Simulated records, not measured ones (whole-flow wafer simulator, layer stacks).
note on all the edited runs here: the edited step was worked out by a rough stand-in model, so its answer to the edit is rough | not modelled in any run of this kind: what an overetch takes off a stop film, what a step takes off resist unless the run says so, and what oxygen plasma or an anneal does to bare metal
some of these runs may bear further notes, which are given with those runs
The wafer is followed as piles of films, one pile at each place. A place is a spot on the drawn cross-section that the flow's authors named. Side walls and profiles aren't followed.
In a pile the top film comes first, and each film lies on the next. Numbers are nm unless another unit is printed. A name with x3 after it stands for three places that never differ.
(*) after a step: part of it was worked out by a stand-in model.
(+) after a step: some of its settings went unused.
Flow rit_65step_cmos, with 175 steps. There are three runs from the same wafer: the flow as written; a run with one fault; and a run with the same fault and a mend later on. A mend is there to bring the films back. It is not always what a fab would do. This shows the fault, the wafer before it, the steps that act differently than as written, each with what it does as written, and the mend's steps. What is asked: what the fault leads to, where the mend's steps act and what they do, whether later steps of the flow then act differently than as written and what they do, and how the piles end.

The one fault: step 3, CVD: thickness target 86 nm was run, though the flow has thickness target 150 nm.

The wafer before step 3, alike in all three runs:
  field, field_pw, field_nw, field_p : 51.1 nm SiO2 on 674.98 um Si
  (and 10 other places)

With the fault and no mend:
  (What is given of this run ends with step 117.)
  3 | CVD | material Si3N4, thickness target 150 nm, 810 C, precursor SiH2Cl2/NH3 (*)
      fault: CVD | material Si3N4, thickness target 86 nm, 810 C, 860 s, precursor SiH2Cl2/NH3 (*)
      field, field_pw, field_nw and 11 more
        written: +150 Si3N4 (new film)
        fault: +86 Si3N4 (new film)
  Steps later in the flow that act otherwise than as written (not shown: 37 more steps that differ only slightly, by at most 2% or 0.5 nm, whichever is larger):
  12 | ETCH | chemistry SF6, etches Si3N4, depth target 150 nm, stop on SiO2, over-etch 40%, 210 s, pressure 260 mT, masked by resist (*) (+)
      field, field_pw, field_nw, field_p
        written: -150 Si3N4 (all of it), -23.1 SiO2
        fault: -86 Si3N4 (all of it), -47.7 SiO2
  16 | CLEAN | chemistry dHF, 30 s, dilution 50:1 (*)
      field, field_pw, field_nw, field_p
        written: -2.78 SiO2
        fault: -1.34 SiO2 (all of it)
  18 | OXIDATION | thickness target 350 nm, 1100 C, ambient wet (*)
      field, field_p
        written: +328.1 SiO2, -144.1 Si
        fault: +347.3 SiO2 (new film), -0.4 chemical SiO2 (all of it), -152.4 Si
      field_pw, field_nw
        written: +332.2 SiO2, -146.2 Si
        fault: +350 SiO2 (new film), -0.4 chemical SiO2 (all of it), -153.8 Si
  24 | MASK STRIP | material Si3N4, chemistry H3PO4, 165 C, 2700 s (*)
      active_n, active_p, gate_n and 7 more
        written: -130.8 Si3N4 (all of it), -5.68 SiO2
        fault: -66.8 Si3N4 (all of it), -8.12 SiO2
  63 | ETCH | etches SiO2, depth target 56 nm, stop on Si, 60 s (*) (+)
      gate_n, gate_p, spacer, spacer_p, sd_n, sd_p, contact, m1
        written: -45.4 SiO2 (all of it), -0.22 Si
        fault: -43 SiO2 (all of it), -0.27 Si
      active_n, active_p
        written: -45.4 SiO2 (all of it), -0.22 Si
        fault: -42.9 SiO2 (all of it), -0.27 Si
  After step 117 the piles are close to the flow's at the places that both follow, differing by at most 2% or 0.5 nm, whichever is larger.

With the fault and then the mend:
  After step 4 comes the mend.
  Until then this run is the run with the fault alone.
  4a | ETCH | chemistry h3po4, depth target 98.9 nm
      field, field_pw, field_nw and 11 more
        -86 Si3N4 (all of it)
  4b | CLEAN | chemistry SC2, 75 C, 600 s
      leaves every film unchanged at each place that is followed
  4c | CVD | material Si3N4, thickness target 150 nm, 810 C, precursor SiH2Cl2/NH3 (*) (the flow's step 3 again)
      field, field_pw, field_nw and 11 more
        +150 Si3N4 (new film)
  None of the later steps of the flow acts differently than as written at any place that is followed.
  At every place that both follow, the piles at the end match the flow's.
